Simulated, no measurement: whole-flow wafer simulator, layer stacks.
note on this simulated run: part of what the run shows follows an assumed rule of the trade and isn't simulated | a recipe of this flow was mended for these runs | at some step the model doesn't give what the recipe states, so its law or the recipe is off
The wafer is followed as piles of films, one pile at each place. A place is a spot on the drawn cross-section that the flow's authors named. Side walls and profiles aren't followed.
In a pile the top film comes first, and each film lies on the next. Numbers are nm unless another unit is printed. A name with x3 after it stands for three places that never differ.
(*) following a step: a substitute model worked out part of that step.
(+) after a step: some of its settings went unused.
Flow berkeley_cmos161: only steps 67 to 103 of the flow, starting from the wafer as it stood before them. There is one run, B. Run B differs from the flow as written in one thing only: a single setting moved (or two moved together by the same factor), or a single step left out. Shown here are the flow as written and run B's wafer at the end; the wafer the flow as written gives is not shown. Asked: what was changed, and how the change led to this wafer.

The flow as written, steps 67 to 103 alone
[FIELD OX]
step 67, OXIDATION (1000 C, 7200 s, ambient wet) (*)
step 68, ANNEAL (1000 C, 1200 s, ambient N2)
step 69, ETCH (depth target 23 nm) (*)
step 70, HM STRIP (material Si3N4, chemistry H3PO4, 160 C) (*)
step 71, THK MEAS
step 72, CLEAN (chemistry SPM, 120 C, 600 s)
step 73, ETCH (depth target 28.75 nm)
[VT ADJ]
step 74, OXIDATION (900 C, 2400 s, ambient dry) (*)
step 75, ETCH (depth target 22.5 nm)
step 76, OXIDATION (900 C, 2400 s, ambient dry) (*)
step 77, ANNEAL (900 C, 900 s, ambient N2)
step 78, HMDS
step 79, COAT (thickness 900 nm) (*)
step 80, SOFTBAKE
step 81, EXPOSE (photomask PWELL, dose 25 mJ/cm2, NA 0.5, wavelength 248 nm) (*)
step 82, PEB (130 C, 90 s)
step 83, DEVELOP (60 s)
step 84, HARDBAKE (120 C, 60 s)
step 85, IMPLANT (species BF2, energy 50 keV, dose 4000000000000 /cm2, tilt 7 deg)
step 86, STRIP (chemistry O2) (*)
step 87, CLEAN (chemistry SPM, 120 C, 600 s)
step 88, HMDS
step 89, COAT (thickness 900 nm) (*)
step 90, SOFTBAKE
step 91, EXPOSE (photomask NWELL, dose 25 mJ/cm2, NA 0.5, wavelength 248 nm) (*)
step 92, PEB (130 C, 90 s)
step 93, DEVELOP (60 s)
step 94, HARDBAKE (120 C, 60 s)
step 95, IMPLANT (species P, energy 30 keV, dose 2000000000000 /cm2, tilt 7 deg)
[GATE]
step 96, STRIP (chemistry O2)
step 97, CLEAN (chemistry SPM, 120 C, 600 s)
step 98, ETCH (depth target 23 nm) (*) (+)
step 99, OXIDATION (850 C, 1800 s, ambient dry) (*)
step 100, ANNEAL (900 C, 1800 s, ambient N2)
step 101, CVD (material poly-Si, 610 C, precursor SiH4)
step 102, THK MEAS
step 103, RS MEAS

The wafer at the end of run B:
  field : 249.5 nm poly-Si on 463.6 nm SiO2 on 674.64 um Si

The reason: step 69, ETCH: depth target 13 nm was run, while the flow as written has depth target 23 nm.

Step by step, how the change led to this:
  step 69, ETCH (depth target 23 nm) (*)
      sd_n, spacer_n, gate_n, sd_p, spacer_p, gate_p, contact, m1: -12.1 SiO2 (all of it) (as written it would have been: -12.1 SiO2 (all of it), -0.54 Si3N4)
      field: -13 SiO2 (as written it would have been: -23 SiO2)
